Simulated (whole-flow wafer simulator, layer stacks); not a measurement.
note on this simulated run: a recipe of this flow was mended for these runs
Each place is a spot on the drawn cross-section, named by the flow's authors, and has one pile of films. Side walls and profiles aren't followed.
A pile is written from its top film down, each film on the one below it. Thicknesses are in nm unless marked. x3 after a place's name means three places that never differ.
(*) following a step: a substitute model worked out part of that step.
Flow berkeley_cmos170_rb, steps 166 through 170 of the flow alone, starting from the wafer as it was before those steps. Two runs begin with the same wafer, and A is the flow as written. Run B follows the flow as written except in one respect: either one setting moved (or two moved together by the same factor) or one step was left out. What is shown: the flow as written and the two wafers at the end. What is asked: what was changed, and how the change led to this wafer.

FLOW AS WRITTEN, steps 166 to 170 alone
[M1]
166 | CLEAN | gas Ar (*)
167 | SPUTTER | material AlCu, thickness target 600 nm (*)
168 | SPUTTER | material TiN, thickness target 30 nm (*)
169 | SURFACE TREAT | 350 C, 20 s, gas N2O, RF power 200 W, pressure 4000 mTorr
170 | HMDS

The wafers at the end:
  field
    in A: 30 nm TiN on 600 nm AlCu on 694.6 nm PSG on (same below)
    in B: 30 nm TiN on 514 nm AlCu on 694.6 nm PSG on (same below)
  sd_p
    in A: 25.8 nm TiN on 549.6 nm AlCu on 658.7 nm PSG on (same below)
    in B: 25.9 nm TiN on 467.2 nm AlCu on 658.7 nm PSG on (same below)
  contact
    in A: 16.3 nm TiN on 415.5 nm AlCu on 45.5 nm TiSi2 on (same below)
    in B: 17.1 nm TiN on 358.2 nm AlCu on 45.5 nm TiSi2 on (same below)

Cause: step 167, SPUTTER: thickness target 514 nm was run, while the flow as written has thickness target 600 nm.
The wafer itself shows it: field has AlCu 514, and step 167 as written asks for 600 nm.

How this came from the change, step by step:
  167 | SPUTTER | material AlCu, thickness target 600 nm (*)
      field, sd_n, spacer_n, gate, spacer_p, gate_p, m1: A +600 AlCu (new film) | B +514 AlCu (new film)
      sd_p: A +549.6 AlCu (new film) | B +467.2 AlCu (new film)
      (also at 1 further place)
  168 | SPUTTER | material TiN, thickness target 30 nm (*)
      contact: A +16.3 TiN (new film) | B +17.1 TiN (new film)
